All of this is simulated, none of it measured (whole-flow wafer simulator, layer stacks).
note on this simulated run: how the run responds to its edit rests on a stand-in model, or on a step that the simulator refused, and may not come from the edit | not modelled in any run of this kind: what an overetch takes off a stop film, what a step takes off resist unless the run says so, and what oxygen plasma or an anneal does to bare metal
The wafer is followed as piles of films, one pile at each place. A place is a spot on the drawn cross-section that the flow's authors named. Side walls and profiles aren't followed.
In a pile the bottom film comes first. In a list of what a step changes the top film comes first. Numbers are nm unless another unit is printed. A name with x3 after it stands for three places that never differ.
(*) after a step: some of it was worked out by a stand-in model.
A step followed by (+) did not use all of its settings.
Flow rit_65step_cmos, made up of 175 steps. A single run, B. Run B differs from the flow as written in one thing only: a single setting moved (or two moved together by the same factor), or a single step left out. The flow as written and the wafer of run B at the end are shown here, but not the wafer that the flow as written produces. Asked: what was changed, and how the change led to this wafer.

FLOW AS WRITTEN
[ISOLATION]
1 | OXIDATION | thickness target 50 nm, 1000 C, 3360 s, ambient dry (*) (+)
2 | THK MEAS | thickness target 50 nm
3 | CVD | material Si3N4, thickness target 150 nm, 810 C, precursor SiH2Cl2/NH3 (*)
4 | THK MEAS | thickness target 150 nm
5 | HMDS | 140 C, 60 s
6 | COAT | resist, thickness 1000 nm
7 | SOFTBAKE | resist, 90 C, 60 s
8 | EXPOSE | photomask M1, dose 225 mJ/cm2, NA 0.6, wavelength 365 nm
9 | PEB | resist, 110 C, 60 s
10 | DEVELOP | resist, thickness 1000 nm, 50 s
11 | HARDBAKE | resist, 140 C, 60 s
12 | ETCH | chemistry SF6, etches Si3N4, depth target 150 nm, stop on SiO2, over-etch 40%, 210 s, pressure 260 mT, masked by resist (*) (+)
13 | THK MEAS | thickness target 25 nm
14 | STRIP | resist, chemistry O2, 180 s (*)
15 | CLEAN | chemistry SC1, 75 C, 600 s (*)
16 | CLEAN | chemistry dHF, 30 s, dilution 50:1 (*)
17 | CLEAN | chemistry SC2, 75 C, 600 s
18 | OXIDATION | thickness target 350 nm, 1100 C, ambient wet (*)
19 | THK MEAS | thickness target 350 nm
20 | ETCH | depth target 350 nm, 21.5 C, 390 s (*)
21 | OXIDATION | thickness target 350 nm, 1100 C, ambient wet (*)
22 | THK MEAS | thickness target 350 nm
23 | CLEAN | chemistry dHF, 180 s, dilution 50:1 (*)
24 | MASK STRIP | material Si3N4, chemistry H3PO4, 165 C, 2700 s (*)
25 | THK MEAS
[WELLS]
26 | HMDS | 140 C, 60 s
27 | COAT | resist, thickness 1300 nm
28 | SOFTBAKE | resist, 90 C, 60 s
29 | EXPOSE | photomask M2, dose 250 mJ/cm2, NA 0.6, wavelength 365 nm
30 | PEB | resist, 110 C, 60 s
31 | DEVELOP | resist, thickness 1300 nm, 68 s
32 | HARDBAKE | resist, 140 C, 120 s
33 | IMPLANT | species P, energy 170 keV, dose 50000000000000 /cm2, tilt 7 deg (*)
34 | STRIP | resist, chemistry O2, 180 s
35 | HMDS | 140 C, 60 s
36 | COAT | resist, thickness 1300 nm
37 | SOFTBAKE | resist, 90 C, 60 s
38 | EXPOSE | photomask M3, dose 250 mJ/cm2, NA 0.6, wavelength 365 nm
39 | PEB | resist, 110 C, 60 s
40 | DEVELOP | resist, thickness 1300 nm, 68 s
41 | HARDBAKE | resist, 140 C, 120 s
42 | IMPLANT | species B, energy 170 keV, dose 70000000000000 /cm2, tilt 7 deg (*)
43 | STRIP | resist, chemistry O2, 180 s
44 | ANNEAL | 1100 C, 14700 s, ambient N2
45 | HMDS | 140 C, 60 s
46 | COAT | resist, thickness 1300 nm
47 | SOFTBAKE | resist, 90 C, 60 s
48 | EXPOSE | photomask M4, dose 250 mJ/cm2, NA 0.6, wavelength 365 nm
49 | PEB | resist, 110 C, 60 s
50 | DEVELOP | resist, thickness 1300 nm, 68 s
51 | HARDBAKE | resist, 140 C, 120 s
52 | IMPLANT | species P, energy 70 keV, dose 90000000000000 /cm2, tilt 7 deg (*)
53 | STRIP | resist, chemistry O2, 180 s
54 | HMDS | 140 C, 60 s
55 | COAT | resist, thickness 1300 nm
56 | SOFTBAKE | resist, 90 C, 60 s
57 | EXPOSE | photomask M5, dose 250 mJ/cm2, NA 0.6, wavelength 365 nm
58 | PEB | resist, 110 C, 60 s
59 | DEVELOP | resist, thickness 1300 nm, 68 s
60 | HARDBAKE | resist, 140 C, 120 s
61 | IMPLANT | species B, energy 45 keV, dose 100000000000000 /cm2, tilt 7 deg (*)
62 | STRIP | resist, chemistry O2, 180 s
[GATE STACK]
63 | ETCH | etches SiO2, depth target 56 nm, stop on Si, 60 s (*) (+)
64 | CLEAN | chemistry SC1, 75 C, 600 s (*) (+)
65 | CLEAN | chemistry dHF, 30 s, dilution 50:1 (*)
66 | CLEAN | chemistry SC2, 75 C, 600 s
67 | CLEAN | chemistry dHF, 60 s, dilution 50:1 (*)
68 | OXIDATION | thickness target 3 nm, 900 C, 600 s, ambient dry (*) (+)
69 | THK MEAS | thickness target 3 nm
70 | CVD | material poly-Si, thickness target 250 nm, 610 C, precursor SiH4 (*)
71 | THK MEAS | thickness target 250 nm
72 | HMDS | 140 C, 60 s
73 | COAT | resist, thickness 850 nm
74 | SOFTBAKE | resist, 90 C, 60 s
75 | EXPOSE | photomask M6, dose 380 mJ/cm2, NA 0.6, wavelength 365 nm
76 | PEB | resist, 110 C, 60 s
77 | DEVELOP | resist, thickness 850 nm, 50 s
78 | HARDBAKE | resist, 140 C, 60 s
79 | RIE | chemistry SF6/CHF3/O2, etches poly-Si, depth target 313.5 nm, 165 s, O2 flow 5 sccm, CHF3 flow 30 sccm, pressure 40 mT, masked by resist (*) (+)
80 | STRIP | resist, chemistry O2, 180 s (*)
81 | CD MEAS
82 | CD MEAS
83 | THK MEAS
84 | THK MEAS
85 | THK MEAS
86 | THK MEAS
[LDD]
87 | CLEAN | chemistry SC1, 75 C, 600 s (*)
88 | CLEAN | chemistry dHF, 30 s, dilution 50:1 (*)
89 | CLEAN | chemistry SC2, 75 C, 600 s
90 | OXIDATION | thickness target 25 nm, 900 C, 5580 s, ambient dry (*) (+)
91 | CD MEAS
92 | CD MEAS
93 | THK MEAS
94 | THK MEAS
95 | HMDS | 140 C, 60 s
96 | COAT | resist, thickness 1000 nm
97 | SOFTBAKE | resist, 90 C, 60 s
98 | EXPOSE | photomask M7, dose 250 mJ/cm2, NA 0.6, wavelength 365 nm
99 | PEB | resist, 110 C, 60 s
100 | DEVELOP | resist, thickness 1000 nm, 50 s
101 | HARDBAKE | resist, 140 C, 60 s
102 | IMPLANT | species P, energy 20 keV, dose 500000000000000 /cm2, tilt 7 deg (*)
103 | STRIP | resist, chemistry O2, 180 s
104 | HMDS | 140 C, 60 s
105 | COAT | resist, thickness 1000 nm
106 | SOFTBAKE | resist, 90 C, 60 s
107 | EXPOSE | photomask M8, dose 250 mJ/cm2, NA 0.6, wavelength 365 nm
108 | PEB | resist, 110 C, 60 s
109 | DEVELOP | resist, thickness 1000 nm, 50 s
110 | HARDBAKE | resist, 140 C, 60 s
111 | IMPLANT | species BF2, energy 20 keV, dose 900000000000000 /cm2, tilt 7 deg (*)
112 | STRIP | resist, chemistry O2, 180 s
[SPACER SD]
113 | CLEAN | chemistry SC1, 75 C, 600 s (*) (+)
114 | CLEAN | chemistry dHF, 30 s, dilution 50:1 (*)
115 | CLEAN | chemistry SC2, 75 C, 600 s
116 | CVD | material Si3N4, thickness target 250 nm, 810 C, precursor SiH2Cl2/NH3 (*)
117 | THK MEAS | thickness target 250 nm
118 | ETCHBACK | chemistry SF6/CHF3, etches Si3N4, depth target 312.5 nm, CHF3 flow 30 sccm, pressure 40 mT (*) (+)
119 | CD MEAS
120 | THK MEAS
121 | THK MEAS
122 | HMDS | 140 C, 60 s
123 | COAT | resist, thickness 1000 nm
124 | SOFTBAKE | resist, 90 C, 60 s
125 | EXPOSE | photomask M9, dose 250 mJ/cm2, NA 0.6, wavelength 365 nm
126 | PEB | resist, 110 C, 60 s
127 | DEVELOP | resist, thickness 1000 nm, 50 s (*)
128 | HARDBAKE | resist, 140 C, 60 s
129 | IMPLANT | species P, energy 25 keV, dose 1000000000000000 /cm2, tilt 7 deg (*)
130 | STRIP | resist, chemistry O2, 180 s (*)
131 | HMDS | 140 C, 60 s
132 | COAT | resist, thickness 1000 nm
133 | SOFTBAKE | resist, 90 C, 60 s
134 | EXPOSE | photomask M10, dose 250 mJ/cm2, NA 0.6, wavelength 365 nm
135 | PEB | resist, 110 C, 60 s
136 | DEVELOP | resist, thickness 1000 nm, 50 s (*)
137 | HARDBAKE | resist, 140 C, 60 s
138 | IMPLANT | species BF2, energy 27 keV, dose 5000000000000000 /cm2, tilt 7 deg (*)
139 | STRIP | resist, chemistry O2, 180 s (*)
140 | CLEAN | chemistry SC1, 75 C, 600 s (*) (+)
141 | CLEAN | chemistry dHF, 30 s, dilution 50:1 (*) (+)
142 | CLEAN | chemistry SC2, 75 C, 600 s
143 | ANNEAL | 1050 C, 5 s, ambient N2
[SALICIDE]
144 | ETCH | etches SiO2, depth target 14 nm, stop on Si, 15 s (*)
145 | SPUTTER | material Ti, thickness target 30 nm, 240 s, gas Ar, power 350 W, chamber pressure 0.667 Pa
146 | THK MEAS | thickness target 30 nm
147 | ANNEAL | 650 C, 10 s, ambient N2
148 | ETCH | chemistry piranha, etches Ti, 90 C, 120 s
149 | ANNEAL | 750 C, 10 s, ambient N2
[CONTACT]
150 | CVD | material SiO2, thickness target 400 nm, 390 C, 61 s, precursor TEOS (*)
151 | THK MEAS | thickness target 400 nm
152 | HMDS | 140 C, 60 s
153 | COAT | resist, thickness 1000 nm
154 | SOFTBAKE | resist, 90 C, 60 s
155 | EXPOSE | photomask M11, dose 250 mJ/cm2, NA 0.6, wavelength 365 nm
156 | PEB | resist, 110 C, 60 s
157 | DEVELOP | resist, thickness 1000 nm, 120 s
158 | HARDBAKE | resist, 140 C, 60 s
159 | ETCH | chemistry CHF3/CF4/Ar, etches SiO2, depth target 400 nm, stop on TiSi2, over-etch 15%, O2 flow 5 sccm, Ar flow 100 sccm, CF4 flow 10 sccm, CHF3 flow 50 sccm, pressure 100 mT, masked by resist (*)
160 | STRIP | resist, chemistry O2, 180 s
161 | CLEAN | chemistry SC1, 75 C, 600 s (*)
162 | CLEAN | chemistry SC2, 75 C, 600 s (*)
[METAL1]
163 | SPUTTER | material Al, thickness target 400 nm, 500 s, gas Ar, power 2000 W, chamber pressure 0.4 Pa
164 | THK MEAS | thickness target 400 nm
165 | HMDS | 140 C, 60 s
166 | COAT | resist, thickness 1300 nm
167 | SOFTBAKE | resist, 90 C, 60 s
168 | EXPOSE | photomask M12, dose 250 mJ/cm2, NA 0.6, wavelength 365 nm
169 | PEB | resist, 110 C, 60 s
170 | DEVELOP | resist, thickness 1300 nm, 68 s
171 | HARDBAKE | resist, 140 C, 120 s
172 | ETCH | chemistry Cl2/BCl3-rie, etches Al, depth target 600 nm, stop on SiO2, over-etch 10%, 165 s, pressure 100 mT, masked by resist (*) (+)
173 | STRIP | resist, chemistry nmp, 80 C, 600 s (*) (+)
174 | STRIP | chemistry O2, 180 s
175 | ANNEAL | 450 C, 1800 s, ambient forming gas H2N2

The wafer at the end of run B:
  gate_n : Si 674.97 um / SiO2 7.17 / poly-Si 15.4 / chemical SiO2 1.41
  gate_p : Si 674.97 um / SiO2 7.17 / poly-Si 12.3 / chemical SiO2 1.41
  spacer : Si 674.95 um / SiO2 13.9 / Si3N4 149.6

What caused this: step 150, CVD: material SiO2, thickness target 400 nm, 390 C, 61 s, precursor TEOS (*), was omitted.

Step by step, how the change led to this:
  153 | COAT | resist, thickness 1000 nm
      spacer: resist gains 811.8 (new film) (it would be, as written: resist gains 830.4 (new film))
      spacer_p: resist gains 812.3 (new film) (it would be, as written: resist gains 830.8 (new film))
  156 | PEB | resist, 110 C, 60 s
      spacer, spacer_p: resist loses 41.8 (it would be, as written: resist loses 42.8)
  158 | HARDBAKE | resist, 140 C, 60 s
      spacer, spacer_p: resist loses 50.2 (it would be, as written: resist loses 51.5)
  160 | STRIP | resist, chemistry O2, 180 s
      spacer: resist loses 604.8 (all of it) (it would be, as written: resist loses 621.1 (all of it))
      spacer_p: resist loses 605.2 (all of it) (it would be, as written: resist loses 621.5 (all of it))
  161 | CLEAN | chemistry SC1, 75 C, 600 s (*)
      gate_n, gate_p: TiSi2 loses 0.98 (it would be, as written: SiO2 loses 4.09)
      spacer, spacer_p: Si3N4 loses 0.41 (it would be, as written: SiO2 loses 4.09)
      (also at 4 further places)
  163 | SPUTTER | material Al, thickness target 400 nm, 500 s, gas Ar, power 2000 W, chamber pressure 0.4 Pa
      gate_n: Al gains 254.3 (new film) (it would be, as written: Al gains 396 (new film))
      gate_p: Al gains 248.4 (new film) (it would be, as written: Al gains 396 (new film))
  166 | COAT | resist, thickness 1300 nm
      gate_n: resist gains 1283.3 (new film) (it would be, as written: resist gains 1131.7 (new film))
      gate_p: resist gains 1290.2 (new film) (it would be, as written: resist gains 1135.6 (new film))
  169 | PEB | resist, 110 C, 60 s
      gate_n: resist loses 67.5 (it would be, as written: resist loses 59.1)
      gate_p: resist loses 67.9 (it would be, as written: resist loses 59.3)
  170 | DEVELOP | resist, thickness 1300 nm, 68 s
      gate_n: resist loses 1215.8 (all of it) (it would be, as written: resist loses 1072.6 (all of it))
      gate_p: resist loses 1222.4 (all of it) (it would be, as written: resist loses 1076.3 (all of it))
  172 | ETCH | chemistry Cl2/BCl3-rie, etches Al, depth target 600 nm, stop on SiO2, over-etch 10%, 165 s, pressure 100 mT, masked by resist (*) (+)
      spacer, spacer_p: Al loses 400 (all of it), Si3N4 loses 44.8 (it would be, as written: Al loses 400 (all of it), SiO2 loses 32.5)
      gate_n: Al loses 254.3 (all of it), TiSi2 loses 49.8 (all of it), poly-Si loses 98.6 (it would be, as written: Al loses 396 (all of it), SiO2 loses 33)
      (also at 1 further place)
  174 | STRIP | chemistry O2, 180 s
      gate_n, gate_p: chemical SiO2 gains 1.41 (new film), poly-Si loses 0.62 (it would be, as written: nothing)
